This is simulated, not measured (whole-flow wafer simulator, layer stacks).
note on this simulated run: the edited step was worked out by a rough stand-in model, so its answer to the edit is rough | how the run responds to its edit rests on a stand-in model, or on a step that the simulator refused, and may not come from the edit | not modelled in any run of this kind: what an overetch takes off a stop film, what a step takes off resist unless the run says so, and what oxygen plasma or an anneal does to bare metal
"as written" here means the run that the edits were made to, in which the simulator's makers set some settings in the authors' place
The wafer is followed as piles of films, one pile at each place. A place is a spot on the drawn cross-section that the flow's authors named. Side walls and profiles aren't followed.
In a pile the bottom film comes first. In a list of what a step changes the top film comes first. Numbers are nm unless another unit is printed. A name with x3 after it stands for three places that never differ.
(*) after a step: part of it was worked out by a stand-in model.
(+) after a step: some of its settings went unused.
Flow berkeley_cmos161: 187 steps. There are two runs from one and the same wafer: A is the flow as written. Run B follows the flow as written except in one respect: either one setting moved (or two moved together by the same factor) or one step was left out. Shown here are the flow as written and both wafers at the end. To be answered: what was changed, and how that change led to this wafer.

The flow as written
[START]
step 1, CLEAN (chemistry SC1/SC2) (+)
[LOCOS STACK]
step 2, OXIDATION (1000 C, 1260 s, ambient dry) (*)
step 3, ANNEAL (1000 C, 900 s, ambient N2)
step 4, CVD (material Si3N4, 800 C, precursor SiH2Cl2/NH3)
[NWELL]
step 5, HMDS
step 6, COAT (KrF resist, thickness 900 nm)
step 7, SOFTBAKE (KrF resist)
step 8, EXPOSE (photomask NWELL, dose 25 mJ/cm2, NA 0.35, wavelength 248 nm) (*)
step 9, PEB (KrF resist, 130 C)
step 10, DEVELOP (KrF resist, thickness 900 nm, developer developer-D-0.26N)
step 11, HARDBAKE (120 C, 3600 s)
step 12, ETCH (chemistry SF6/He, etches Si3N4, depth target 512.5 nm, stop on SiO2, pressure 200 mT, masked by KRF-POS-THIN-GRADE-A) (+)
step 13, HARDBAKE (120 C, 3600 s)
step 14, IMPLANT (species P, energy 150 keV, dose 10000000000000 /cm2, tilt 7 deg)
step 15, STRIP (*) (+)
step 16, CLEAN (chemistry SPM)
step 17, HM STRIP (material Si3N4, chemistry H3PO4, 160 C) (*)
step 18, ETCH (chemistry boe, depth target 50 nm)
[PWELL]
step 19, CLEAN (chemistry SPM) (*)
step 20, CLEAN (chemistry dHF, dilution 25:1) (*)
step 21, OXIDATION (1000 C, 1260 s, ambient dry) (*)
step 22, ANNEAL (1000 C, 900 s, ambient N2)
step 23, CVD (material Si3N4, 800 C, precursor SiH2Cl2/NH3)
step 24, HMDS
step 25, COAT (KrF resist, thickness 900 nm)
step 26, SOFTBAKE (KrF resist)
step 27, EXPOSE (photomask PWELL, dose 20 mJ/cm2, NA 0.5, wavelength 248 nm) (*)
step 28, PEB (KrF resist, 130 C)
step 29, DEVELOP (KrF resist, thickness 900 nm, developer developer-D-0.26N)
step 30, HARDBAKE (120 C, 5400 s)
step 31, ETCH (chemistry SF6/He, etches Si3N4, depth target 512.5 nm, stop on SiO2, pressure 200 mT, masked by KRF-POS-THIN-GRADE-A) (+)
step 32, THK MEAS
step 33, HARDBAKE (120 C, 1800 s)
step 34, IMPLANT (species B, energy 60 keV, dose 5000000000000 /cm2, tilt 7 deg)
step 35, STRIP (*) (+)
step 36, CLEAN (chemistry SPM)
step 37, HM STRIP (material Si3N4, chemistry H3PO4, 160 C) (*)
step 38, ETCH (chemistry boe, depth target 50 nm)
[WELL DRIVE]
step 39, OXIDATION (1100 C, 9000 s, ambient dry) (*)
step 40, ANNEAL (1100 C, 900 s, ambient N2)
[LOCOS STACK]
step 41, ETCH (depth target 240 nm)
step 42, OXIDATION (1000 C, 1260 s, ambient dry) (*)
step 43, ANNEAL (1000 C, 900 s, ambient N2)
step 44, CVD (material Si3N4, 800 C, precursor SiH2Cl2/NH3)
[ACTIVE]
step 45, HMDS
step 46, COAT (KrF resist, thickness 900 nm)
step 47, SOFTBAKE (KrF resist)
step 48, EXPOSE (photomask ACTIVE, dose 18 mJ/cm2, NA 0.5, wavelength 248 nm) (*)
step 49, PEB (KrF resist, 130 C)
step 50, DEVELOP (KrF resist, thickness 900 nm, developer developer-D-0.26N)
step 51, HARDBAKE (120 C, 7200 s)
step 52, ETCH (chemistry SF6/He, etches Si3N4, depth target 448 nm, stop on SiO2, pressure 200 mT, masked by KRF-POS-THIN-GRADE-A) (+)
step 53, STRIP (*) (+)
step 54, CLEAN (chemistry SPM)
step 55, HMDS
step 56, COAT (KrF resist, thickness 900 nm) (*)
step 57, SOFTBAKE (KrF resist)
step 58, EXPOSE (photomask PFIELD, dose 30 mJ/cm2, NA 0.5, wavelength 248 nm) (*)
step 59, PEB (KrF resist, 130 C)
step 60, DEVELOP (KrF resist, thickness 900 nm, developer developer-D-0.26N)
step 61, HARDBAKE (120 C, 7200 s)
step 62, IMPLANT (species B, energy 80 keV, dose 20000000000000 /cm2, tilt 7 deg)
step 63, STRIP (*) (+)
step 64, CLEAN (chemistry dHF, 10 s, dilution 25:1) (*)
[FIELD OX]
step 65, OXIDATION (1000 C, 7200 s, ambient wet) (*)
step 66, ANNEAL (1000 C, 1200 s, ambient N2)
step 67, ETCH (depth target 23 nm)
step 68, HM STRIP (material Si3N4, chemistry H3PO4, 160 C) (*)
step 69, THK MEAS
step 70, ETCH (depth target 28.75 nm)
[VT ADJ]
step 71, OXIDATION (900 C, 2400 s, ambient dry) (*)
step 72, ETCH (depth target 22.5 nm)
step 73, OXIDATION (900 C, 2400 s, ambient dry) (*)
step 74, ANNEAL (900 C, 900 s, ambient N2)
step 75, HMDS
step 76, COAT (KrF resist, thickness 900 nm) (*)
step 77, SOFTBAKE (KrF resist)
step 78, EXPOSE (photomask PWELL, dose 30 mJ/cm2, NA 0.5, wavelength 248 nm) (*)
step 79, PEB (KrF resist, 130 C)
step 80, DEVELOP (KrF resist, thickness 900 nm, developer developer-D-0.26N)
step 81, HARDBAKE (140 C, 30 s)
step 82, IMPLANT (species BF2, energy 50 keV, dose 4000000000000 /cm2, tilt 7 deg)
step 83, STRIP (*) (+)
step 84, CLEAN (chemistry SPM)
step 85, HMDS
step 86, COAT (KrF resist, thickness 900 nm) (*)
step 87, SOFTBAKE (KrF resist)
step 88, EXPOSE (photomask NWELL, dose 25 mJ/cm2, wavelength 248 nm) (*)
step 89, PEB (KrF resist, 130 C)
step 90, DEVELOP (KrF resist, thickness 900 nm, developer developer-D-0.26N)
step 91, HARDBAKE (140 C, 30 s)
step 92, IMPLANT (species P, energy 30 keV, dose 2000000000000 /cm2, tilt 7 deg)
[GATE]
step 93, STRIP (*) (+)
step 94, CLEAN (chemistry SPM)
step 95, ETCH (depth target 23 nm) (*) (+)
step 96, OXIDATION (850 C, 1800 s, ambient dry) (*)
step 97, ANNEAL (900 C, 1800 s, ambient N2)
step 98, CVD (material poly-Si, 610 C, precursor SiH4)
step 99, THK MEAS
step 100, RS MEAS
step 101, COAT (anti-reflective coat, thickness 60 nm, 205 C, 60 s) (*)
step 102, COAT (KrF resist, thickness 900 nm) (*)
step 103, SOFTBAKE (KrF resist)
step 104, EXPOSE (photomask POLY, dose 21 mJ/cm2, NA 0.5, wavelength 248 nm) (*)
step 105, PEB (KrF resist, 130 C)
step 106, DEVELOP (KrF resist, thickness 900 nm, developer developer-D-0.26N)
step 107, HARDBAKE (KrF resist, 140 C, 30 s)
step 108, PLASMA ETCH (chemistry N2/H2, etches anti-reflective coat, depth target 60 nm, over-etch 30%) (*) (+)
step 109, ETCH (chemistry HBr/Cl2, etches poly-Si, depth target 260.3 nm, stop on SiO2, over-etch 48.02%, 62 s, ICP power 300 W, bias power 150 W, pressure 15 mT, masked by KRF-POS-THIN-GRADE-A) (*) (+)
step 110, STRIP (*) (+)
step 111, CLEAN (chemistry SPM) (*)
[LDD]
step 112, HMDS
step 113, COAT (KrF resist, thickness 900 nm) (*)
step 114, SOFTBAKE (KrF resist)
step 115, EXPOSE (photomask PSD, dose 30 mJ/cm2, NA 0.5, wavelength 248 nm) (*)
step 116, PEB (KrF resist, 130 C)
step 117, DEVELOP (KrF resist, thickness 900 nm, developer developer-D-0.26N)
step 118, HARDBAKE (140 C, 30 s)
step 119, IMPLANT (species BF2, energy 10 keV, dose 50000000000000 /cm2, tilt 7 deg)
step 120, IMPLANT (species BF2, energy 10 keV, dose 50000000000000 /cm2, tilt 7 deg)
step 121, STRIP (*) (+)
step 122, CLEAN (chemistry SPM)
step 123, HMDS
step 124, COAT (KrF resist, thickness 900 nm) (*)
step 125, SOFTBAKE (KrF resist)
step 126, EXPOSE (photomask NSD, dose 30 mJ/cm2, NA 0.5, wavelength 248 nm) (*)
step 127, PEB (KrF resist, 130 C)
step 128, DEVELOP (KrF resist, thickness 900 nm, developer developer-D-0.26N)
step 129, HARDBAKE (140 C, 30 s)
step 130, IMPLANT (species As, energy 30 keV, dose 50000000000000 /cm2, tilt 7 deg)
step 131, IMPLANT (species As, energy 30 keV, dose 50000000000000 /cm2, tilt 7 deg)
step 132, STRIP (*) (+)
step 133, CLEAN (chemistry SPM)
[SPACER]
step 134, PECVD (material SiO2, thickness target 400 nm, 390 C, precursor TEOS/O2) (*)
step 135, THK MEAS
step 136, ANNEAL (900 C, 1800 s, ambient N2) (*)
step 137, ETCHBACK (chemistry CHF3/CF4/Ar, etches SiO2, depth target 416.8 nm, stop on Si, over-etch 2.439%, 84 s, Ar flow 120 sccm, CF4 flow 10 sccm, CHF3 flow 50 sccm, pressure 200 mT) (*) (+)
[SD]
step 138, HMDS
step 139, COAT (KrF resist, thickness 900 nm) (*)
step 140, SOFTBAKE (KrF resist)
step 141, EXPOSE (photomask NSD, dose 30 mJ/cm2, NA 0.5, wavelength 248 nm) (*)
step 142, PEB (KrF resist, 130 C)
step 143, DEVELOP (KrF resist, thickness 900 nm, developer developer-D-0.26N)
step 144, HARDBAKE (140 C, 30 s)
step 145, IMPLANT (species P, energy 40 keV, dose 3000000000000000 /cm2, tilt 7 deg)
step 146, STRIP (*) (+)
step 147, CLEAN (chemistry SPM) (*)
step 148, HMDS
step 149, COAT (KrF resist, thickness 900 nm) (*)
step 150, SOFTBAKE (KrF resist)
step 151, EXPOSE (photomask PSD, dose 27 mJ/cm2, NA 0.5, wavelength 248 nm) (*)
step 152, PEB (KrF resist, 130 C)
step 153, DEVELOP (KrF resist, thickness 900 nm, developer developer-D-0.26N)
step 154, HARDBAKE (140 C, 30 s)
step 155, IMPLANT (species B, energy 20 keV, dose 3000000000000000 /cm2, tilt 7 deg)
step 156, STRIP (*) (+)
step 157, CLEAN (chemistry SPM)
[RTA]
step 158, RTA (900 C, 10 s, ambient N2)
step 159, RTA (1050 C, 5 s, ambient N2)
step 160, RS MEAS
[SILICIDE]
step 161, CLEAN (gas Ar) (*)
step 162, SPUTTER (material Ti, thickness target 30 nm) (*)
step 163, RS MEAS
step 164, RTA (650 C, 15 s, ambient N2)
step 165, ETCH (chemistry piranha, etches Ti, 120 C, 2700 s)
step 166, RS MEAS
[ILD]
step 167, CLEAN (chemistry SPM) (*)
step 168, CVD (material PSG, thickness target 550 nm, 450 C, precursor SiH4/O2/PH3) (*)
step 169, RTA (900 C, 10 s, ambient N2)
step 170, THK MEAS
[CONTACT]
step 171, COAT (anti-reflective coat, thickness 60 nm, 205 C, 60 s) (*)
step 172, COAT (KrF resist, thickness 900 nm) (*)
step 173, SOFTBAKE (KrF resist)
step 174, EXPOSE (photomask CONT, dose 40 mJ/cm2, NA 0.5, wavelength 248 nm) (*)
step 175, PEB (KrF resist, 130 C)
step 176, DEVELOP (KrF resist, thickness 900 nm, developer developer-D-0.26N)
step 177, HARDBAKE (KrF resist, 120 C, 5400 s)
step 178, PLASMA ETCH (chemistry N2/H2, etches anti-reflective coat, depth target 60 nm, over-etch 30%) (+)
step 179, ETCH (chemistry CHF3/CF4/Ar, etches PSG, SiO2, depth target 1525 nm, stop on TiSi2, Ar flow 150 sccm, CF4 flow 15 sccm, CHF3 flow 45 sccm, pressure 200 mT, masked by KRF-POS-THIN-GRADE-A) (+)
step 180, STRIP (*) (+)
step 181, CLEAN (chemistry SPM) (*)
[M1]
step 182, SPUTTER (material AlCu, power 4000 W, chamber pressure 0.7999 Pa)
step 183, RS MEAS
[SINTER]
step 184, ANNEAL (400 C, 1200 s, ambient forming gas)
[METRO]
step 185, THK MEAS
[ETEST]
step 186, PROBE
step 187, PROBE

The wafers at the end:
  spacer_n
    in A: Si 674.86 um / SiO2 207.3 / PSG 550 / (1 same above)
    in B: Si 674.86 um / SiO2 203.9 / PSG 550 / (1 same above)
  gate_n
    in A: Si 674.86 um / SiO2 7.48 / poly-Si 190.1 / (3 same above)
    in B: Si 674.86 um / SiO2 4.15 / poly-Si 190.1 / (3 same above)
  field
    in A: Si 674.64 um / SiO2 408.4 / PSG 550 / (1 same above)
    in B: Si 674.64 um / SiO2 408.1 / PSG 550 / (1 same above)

Cause: step 96, OXIDATION: 790 C was run, while the flow as written has 850 C.

The path from the change to this, step by step:
  step 96, OXIDATION (850 C, 1800 s, ambient dry) (*)
      sd_n, spacer_n, gate_n, sd_p, spacer_p, gate_p, contact, m1: A +7.48 SiO2 (new film), -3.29 Si | B +4.15 SiO2 (new film), -1.83 Si
